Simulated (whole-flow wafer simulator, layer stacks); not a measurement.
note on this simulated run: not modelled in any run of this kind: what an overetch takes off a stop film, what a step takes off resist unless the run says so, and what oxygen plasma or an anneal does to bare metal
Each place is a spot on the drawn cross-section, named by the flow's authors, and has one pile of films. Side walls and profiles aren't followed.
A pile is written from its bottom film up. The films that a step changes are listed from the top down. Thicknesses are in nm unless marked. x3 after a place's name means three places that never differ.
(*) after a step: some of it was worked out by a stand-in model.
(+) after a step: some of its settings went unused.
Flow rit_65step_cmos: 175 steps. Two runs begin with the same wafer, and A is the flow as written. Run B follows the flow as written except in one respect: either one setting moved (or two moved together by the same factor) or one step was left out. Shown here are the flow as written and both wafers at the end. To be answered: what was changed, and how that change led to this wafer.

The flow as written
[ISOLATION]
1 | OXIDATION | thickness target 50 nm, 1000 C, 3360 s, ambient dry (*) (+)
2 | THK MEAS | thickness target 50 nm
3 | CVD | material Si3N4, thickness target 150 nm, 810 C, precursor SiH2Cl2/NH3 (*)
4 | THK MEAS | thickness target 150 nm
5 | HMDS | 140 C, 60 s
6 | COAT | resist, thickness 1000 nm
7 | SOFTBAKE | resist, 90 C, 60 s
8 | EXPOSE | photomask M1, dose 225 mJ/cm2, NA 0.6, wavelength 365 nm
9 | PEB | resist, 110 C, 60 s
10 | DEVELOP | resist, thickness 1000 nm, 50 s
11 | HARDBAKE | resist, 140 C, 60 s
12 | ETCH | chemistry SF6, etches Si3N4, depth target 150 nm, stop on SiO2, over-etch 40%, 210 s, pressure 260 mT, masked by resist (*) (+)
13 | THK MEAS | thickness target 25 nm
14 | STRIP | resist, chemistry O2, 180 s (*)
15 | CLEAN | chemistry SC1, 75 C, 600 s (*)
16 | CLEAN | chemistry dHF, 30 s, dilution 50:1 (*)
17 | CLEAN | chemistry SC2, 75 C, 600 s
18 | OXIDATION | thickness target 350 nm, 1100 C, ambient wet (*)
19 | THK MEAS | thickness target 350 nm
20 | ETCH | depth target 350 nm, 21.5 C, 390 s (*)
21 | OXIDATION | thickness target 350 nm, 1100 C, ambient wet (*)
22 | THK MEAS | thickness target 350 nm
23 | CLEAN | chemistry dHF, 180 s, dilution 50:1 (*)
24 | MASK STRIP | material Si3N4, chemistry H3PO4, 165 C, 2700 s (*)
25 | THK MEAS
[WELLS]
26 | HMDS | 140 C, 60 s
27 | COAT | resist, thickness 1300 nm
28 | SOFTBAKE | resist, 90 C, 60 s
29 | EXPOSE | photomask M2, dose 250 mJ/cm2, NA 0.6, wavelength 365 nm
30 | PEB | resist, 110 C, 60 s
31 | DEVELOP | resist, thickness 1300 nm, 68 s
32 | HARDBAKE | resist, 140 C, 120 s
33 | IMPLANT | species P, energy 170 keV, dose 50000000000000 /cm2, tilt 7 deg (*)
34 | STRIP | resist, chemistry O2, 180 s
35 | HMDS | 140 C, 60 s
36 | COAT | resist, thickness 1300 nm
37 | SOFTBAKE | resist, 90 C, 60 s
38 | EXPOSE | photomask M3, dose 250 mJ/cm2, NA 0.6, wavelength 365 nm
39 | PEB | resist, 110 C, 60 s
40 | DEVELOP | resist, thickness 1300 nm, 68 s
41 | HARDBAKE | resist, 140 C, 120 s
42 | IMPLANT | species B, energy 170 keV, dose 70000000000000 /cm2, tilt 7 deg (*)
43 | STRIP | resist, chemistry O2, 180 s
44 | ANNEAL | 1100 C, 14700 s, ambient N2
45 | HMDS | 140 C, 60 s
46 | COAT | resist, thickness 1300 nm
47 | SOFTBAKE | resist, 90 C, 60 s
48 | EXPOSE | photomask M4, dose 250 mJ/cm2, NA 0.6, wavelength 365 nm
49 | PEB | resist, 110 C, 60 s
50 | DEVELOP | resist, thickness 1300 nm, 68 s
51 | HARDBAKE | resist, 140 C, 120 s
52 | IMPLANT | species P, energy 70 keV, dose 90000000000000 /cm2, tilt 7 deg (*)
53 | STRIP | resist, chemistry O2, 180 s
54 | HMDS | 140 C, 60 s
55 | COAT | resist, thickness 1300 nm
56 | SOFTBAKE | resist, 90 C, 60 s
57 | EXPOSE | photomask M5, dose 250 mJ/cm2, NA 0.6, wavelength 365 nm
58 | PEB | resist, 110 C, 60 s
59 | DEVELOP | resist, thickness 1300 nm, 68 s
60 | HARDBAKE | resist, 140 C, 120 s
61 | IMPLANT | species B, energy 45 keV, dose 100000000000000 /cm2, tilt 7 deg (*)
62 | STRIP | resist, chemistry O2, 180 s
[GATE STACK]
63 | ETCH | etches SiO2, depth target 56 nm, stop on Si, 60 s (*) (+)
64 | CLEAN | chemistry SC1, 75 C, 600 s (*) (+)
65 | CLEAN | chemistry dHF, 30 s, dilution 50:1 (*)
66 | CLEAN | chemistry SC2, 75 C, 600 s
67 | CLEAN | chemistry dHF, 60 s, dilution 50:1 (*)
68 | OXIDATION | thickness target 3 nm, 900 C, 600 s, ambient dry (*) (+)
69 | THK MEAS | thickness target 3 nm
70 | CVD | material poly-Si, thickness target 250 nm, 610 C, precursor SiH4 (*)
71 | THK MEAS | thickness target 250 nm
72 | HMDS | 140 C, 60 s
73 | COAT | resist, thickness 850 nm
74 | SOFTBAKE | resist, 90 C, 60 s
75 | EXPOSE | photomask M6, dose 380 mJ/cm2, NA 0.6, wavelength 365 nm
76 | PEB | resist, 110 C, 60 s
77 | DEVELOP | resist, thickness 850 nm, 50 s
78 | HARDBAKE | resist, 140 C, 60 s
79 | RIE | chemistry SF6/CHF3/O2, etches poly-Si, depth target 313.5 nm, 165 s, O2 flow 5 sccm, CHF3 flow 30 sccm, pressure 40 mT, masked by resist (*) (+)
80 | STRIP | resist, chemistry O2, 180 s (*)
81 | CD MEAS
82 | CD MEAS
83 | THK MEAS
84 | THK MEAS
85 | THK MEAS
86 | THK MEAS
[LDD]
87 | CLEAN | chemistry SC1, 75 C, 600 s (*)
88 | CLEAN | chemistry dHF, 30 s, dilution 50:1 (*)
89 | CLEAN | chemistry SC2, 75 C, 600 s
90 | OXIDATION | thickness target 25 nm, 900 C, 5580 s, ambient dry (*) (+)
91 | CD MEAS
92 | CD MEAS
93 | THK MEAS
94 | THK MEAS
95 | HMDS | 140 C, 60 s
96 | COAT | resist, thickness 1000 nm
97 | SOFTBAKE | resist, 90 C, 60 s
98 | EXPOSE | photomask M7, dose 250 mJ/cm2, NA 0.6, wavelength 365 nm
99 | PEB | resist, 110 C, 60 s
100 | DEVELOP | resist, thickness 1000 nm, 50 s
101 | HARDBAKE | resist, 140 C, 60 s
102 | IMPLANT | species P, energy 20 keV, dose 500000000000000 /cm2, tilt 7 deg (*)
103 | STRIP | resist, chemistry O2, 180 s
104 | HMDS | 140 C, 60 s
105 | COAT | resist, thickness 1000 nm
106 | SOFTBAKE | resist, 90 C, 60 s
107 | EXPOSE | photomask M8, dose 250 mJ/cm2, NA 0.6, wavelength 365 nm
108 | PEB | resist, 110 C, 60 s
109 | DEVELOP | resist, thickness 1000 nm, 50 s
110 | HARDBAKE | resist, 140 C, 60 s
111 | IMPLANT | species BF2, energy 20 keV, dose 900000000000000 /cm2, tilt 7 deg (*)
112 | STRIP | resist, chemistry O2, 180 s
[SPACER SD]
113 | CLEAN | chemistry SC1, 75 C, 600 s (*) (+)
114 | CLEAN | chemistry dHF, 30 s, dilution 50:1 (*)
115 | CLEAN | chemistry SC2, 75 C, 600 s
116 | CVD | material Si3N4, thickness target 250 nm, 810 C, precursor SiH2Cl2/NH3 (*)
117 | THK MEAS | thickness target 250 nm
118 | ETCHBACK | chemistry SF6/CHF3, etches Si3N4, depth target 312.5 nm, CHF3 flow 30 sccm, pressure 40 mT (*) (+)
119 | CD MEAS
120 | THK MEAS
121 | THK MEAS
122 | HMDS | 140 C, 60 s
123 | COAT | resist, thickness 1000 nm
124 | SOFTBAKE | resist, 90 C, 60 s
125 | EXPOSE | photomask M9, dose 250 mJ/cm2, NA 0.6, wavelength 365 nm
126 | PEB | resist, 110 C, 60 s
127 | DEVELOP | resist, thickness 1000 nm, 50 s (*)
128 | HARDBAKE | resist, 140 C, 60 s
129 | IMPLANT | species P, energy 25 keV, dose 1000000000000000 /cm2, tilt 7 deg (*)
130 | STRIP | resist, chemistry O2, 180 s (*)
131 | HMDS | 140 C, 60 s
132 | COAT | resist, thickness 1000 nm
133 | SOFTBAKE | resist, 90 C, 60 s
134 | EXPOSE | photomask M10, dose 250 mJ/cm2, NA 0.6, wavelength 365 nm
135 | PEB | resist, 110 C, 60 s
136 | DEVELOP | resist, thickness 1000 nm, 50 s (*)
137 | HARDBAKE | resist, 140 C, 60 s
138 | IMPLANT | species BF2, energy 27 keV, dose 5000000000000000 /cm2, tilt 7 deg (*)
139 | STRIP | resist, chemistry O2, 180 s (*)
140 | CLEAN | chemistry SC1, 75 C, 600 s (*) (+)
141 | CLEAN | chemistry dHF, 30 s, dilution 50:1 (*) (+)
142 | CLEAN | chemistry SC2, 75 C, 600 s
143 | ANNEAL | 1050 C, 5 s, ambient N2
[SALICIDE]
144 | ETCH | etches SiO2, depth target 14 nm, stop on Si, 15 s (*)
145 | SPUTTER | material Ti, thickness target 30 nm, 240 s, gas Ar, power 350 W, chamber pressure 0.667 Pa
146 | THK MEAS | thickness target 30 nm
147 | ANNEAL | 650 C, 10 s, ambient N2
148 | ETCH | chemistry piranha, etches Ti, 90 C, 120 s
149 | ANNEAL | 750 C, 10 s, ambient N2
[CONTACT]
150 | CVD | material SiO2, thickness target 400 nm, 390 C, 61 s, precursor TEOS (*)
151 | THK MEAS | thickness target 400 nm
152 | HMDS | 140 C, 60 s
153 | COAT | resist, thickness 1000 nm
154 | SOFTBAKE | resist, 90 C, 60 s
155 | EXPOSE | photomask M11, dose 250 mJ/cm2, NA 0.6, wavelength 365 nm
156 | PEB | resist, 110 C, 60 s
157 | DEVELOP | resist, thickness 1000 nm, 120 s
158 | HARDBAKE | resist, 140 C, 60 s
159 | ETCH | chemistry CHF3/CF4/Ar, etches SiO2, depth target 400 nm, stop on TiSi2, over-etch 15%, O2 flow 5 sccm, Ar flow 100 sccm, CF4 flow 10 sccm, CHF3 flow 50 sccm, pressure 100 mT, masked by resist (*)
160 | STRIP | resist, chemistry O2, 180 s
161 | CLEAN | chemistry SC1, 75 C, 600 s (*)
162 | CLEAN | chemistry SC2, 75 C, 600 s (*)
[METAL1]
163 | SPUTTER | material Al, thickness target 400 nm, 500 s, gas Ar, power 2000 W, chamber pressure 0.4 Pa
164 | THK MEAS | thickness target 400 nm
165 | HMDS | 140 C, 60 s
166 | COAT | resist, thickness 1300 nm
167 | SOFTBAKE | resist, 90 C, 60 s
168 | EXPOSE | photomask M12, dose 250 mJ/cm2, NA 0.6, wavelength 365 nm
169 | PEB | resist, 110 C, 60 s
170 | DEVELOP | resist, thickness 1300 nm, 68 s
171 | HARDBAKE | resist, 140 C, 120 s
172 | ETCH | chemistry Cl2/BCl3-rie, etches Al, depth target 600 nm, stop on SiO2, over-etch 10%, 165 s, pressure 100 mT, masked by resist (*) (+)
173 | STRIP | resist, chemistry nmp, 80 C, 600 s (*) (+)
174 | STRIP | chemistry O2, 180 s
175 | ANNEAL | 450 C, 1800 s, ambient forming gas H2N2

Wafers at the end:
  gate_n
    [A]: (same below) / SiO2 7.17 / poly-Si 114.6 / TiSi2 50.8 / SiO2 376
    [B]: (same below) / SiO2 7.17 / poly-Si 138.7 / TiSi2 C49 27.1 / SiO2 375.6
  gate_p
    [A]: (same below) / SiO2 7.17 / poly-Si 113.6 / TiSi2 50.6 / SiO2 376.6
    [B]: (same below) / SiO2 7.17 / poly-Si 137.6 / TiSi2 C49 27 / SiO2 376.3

Cause: step 145, SPUTTER: thickness target 15 nm was run, while the flow as written has thickness target 30 nm.

Step by step, how the change led to this:
  145 | SPUTTER | material Ti, thickness target 30 nm, 240 s, gas Ar, power 350 W, chamber pressure 0.667 Pa
      field, field_pw, field_nw, field_p, spacer, spacer_p: A +30 Ti (new film) | B +15 Ti (new film)
      gate_n: A +27.3 Ti (new film) | B +13.7 Ti (new film)
      (also at 1 further place)
  147 | ANNEAL | 650 C, 10 s, ambient N2
      gate_n: A -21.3 Ti, +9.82 TiSi first (new film), +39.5 TiSi2 C49 (new film), -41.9 poly-Si | B -10.7 Ti, +27.2 TiSi2 C49 (new film), -24.3 poly-Si
      gate_p: A -21.2 Ti, +9.56 TiSi first (new film), +39.6 TiSi2 C49 (new film), -41.9 poly-Si | B -10.6 Ti, +27.1 TiSi2 C49 (new film), -24.2 poly-Si
  148 | ETCH | chemistry piranha, etches Ti, 90 C, 120 s
      gate_n: A -6 Ti (all of it), -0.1 TiSi first | B -3.01 Ti (all of it), -0.11 TiSi2 C49
      gate_p: A -5.97 Ti (all of it), -0.1 TiSi first | B -3 Ti (all of it), -0.11 TiSi2 C49
      (also at 6 further places)
  149 | ANNEAL | 750 C, 10 s, ambient N2
      gate_n: A +50.8 TiSi2 (new film), -9.72 TiSi first (all of it), -39.5 TiSi2 C49 (all of it), -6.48 poly-Si | B nothing
      gate_p: A +50.6 TiSi2 (new film), -9.46 TiSi first (all of it), -39.6 TiSi2 C49 (all of it), -6.31 poly-Si | B nothing
